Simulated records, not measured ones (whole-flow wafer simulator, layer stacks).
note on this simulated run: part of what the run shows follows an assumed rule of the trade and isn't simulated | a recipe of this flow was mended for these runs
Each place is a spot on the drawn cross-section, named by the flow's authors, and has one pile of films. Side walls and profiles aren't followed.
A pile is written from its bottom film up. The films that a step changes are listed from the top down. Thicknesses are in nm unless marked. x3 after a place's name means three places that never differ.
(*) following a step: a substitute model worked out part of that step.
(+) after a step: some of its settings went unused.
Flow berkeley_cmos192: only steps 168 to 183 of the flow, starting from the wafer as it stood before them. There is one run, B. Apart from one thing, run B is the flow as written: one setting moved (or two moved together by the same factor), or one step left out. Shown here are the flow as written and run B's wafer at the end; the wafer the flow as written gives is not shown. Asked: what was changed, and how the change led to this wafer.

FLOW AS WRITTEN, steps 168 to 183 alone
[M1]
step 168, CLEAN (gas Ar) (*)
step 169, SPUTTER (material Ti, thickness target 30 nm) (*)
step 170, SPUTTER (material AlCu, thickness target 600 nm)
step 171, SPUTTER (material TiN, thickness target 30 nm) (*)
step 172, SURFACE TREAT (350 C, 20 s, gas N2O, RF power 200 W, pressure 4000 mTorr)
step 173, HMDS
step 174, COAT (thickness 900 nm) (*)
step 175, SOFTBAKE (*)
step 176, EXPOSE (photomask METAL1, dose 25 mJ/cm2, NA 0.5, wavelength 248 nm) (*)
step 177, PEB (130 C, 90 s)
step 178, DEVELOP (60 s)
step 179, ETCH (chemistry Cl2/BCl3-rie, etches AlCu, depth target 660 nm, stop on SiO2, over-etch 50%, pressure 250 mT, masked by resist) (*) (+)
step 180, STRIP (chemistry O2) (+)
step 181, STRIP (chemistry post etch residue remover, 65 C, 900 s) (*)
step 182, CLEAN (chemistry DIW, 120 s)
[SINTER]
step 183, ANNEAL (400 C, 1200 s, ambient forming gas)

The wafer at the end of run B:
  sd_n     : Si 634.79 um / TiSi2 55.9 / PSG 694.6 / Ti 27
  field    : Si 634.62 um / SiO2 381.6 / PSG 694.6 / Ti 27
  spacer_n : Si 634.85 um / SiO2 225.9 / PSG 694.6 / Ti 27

The reason: step 179, ETCH: depth target 422 nm was run, while the flow as written has depth target 660 nm.

How this came from the change, step by step:
  step 179, ETCH (chemistry Cl2/BCl3-rie, etches AlCu, depth target 660 nm, stop on SiO2, over-etch 50%, pressure 250 mT, masked by resist) (*) (+)
      field, sd_n, spacer_n, gate, spacer_p, gate_p: -30 TiN (all of it), -600 AlCu (all of it), -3 Ti (as written it would have been: -30 TiN (all of it), -600 AlCu (all of it), -30 Ti (all of it), -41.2 PSG)
      contact, m1: -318 KrF-resist (as written it would have been: -495 KrF-resist)
      (also at 1 further place)
  step 180, STRIP (chemistry O2) (+)
      contact: -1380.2 KrF-resist (all of it) (as written it would have been: -1203.2 KrF-resist (all of it))
      m1: -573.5 KrF-resist (all of it) (as written it would have been: -396.5 KrF-resist (all of it))
Taking metal films that touch as one body, sd_n has 1 body; the flow as written gives 0 bodies.
Taking metal films that touch as one body, field has 1 body; the flow as written gives 0 bodies.
Taking metal films that touch as one body, spacer_n has 1 body; the flow as written gives 0 bodies.
